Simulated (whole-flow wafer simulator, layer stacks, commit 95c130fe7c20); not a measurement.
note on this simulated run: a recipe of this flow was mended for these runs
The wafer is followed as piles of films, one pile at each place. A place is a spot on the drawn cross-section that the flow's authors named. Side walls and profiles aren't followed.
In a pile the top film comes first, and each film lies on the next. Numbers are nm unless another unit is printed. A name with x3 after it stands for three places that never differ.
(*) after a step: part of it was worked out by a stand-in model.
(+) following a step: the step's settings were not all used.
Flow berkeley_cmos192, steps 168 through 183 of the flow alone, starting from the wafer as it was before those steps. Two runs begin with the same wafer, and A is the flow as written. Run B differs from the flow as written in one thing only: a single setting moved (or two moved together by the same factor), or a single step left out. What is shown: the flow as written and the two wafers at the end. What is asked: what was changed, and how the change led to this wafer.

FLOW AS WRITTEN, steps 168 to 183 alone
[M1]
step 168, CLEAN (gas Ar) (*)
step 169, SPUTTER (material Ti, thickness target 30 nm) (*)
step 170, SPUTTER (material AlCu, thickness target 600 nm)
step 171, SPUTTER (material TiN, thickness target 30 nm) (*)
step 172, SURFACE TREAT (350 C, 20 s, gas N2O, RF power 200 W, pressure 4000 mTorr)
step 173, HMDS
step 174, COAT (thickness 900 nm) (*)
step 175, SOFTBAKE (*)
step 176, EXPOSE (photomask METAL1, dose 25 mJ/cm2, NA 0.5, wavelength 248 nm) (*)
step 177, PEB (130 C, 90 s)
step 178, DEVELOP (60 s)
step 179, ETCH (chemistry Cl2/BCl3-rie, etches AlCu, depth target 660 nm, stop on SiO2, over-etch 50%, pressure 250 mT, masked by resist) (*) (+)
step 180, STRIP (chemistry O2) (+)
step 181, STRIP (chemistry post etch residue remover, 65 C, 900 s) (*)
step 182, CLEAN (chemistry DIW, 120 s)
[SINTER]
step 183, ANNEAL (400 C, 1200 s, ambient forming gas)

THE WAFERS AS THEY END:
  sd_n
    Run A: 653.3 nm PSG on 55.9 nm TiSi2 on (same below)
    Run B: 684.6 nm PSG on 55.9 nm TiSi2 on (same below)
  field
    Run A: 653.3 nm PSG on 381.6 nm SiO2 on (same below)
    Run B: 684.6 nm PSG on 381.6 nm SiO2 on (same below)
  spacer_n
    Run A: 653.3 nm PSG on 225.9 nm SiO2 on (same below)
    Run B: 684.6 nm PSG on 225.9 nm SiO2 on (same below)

The reason: step 170, SPUTTER: thickness target 850 nm was run, whereas the flow has thickness target 600 nm.

How this came from the change, step by step:
  step 170, SPUTTER (material AlCu, thickness target 600 nm)
      field, sd_n, spacer_n, gate, spacer_p, gate_p, m1: A AlCu gains 600 (new film) | B AlCu gains 850 (new film)
      sd_p: A AlCu gains 557.4 (new film) | B AlCu gains 802.4 (new film)
      (also at 1 further place)
  step 171, SPUTTER (material TiN, thickness target 30 nm) (*)
      contact: A TiN gains 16 (new film) | B TiN gains 13.5 (new film)
  step 174, COAT (thickness 900 nm) (*)
      contact: A KrF-resist gains 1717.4 (new film) | B KrF-resist gains 1813.2 (new film)
  step 179, ETCH (chemistry Cl2/BCl3-rie, etches AlCu, depth target 660 nm, stop on SiO2, over-etch 50%, pressure 250 mT, masked by resist) (*) (+)
      field, sd_n, spacer_n, gate, spacer_p, gate_p: A TiN loses 30 (all of it), AlCu loses 600 (all of it), Ti loses 30 (all of it), PSG loses 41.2 | B TiN loses 30 (all of it), AlCu loses 850 (all of it), Ti loses 30 (all of it), PSG loses 10
      sd_p: A TiN loses 26.2 (all of it), AlCu loses 557.4 (all of it), Ti loses 26.8 (all of it), PSG loses 47.4 | B TiN loses 26.2 (all of it), AlCu loses 802.4 (all of it), Ti loses 26.8 (all of it), PSG loses 16.8
  step 180, STRIP (chemistry O2) (+)
      contact: A KrF-resist loses 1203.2 (all of it) | B KrF-resist loses 1298.7 (all of it)
